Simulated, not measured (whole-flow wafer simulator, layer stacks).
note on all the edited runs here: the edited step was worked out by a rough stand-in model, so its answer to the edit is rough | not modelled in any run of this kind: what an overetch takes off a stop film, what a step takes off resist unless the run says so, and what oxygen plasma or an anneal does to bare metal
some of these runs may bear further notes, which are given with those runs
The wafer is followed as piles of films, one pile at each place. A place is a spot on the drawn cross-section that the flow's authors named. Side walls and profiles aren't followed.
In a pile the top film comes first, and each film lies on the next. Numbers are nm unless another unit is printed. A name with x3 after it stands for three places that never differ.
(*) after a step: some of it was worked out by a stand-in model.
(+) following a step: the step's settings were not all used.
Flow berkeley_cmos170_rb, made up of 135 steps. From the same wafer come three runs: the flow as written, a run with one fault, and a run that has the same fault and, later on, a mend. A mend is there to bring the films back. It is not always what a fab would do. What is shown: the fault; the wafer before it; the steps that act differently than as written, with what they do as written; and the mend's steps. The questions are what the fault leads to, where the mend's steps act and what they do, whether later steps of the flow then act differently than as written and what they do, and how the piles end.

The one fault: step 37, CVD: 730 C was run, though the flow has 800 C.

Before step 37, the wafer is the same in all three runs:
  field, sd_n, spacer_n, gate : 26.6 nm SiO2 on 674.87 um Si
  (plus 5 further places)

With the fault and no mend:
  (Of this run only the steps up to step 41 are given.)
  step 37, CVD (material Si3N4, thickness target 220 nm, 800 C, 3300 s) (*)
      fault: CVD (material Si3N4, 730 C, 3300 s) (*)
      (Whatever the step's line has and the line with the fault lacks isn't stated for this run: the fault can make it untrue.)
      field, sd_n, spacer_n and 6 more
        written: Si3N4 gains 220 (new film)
        fault: Si3N4 gains 67.6 (new film)
  None of the later steps of the flow up to step 41 acts differently than as written at any place that is followed.
  The piles after step 41 differ from the flow's at field, sd_n, spacer_n and 6 more by more than 2% or 0.5 nm, whichever is larger.
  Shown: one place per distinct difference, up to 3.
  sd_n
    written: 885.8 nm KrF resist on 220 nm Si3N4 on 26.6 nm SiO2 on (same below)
    fault: 885.8 nm KrF resist on 67.6 nm Si3N4 on 26.6 nm SiO2 on (same below)
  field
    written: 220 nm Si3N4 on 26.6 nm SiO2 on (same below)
    fault: 67.6 nm Si3N4 on 26.6 nm SiO2 on (same below)

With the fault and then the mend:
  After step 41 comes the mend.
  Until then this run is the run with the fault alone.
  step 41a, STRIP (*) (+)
      sd_n, spacer_n, gate, sd_p, spacer_p, gate_p, contact, m1
        KrF resist loses 885.8 (all of it)
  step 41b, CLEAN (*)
      does not change any film at any place that is followed
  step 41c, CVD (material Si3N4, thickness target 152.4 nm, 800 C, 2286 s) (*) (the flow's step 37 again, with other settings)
      field, sd_n, spacer_n and 6 more
        Si3N4 gains 152.4
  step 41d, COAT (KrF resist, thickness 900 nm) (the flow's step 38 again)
      field, sd_n, spacer_n and 6 more
        KrF resist gains 900 (new film)
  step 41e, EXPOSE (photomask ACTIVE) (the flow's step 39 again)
      does not change any film at any place that is followed
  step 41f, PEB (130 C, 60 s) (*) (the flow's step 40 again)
      does not change any film at any place that is followed
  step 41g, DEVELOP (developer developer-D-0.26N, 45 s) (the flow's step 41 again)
      sd_n, spacer_n, gate, sd_p, spacer_p, gate_p, contact, m1
        KrF resist loses 14.2
      field
        KrF resist loses 900 (all of it)
  None of the later steps of the flow differs from how it acts as written, at any place that is followed, by more than 2% or 0.5 nm, whichever is larger.
  By the end, the piles equal the flow's at every place that both follow.
